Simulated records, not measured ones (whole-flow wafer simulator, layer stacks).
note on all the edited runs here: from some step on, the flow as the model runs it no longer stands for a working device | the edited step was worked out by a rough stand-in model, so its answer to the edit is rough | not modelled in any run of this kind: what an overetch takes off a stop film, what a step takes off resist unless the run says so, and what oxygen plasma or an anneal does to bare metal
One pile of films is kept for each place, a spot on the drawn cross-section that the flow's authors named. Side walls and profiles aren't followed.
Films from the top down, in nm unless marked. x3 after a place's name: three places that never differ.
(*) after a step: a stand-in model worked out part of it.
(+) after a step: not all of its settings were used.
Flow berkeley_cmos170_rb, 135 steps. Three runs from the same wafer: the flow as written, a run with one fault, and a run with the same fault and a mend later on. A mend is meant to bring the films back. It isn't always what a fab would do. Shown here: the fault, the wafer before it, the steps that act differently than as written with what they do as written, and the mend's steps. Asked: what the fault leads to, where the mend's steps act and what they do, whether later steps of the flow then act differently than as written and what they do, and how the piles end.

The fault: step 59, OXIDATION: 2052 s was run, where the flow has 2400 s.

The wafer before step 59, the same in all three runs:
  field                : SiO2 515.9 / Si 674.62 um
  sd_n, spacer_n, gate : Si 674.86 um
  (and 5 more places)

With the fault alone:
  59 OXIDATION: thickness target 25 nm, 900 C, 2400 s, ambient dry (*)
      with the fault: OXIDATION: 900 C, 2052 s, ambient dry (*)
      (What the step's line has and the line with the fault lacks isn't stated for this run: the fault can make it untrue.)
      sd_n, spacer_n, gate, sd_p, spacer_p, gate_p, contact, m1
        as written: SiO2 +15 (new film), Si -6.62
        with the fault: SiO2 +13.6 (new film), Si -5.99
  Later steps of the flow that act differently than as written (29 more steps differ only slightly, by at most 2% or 0.5 nm, whichever is larger, and aren't shown):
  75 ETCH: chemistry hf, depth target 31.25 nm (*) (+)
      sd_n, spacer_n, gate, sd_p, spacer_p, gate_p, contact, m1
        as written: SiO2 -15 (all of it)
        with the fault: SiO2 -13.6 (all of it)
  At the end the piles differ from the flow's only slightly at the places that both follow, by at most 2% or 0.5 nm, whichever is larger.

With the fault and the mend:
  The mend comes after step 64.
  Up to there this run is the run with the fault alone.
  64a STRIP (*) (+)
      sd_p
        KrF resist -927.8 (all of it)
      spacer_p
        KrF resist -911.1 (all of it)
      gate_p
        KrF resist -910.2 (all of it)
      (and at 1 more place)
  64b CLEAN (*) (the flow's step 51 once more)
      changes no film at any place that is followed
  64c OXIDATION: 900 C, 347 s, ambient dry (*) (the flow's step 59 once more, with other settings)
      sd_n, spacer_n, gate, sd_p, spacer_p, gate_p, contact, m1
        SiO2 +1.5, Si -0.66
      field
        SiO2 +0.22, Si -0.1
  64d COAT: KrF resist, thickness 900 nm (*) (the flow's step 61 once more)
      field
        KrF resist +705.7 (new film)
      sd_n
        KrF resist +957.4 (new film)
      spacer_n
        KrF resist +924.9 (new film)
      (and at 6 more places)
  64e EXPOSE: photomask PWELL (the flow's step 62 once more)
      changes no film at any place that is followed
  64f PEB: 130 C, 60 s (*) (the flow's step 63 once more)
      changes no film at any place that is followed
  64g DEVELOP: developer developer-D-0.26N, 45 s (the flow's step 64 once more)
      sd_p, spacer_p, gate_p, m1
        KrF resist -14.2
      field
        KrF resist -705.7 (all of it)
      sd_n
        KrF resist -957.4 (all of it)
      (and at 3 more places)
  No later step of the flow acts differently than as written, at any place that is followed, by more than 2% or 0.5 nm, whichever is larger.
  At the end the piles differ from the flow's only slightly at the places that both follow, by at most 2% or 0.5 nm, whichever is larger.
